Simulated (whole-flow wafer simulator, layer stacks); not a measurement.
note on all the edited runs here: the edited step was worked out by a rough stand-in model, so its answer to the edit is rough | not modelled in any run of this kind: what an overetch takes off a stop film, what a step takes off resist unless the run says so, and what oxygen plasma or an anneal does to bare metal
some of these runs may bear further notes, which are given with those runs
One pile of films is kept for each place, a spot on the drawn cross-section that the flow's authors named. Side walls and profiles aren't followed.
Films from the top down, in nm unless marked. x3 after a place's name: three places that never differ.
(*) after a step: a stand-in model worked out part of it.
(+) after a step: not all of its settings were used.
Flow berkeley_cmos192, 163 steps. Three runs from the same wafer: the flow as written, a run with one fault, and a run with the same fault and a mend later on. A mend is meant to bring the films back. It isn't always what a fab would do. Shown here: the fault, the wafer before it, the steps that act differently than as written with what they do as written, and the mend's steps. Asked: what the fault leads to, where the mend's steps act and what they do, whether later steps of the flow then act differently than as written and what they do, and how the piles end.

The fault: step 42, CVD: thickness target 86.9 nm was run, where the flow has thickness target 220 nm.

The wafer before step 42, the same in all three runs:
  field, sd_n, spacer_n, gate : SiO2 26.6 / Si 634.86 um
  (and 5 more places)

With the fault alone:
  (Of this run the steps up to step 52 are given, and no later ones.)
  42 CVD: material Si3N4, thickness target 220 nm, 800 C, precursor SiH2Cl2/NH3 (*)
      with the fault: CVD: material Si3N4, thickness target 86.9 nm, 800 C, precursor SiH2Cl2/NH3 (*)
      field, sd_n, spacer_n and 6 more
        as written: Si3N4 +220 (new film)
        with the fault: Si3N4 +86.9 (new film)
  Later steps of the flow that act differently than as written:
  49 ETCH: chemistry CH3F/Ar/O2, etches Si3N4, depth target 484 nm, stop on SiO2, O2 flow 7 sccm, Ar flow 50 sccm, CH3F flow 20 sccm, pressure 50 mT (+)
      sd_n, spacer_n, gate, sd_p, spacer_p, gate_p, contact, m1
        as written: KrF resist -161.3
        with the fault: KrF resist -72.6
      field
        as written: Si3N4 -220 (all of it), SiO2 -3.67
        with the fault: Si3N4 -86.9 (all of it), SiO2 -3.67
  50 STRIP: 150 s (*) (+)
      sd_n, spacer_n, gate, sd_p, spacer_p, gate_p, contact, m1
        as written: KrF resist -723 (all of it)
        with the fault: KrF resist -811.8 (all of it)
  After step 52 the piles differ from the flow's by more than 2% or 0.5 nm, whichever is larger, at sd_n, spacer_n, gate, sd_p, spacer_p, gate_p, contact, m1.
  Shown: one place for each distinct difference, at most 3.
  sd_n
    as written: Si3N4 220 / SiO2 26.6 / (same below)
    with the fault: Si3N4 86.9 / SiO2 26.6 / (same below)

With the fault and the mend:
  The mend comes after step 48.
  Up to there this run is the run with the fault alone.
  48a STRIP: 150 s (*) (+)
      sd_n, spacer_n, gate, sd_p, spacer_p, gate_p, contact, m1
        KrF resist -884.4 (all of it)
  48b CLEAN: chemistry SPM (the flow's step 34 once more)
      changes no film at any place that is followed
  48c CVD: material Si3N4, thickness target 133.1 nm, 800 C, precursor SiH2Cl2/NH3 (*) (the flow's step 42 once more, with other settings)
      field, sd_n, spacer_n and 6 more
        Si3N4 +133.1
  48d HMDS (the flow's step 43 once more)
      changes no film at any place that is followed
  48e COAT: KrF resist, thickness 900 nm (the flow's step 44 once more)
      field, sd_n, spacer_n and 6 more
        KrF resist +900 (new film)
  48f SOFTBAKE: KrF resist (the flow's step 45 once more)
      changes no film at any place that is followed
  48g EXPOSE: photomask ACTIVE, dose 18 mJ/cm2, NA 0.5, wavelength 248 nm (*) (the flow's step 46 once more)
      changes no film at any place that is followed
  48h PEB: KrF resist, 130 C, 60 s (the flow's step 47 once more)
      field, sd_n, spacer_n and 6 more
        KrF resist -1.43
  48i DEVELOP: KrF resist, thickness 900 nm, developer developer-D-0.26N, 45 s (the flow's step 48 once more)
      sd_n, spacer_n, gate, sd_p, spacer_p, gate_p, contact, m1
        KrF resist -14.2
      field
        KrF resist -898.6 (all of it)
  No later step of the flow acts differently than as written at any place that is followed.
  At the end the piles are the same as the flow's at every place that both follow.
